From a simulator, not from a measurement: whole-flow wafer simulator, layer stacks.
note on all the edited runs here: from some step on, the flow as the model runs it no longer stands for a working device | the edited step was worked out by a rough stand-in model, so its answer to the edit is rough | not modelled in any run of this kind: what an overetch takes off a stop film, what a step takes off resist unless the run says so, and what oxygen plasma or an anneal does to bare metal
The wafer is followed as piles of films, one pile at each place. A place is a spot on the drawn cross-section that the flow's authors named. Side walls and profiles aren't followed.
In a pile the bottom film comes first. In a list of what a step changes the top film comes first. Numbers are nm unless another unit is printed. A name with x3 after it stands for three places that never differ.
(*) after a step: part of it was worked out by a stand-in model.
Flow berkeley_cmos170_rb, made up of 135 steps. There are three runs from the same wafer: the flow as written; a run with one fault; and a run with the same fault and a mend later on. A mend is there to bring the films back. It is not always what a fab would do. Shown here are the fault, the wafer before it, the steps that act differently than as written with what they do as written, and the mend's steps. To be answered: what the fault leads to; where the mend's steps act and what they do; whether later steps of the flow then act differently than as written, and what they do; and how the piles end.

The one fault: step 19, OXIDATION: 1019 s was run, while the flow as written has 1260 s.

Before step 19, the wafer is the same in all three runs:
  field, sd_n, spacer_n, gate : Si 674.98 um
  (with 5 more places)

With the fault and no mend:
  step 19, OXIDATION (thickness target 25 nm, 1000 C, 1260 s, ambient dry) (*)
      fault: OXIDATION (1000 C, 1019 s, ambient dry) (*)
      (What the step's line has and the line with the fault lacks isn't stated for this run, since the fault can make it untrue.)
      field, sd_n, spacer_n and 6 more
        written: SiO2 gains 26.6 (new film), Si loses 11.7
        fault: SiO2 gains 23.7 (new film), Si loses 10.4
  Steps further on in the flow that do not act as written:
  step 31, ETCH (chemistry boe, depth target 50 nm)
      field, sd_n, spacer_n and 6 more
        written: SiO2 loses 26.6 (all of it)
        fault: SiO2 loses 23.7 (all of it)
  The piles end only slightly different from the flow's at the places that both follow, by no more than 2% or 0.5 nm, whichever is larger.

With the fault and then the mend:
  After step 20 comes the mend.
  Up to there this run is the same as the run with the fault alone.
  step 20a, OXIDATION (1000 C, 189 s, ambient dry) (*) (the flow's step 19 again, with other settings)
      field, sd_n, spacer_n and 6 more
        SiO2 gains 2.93, Si loses 1.29
  None of the later steps of the flow differs from how it acts as written, at any place that is followed, by more than 2% or 0.5 nm, whichever is larger.
  By the end, the piles equal the flow's at every place that both follow.
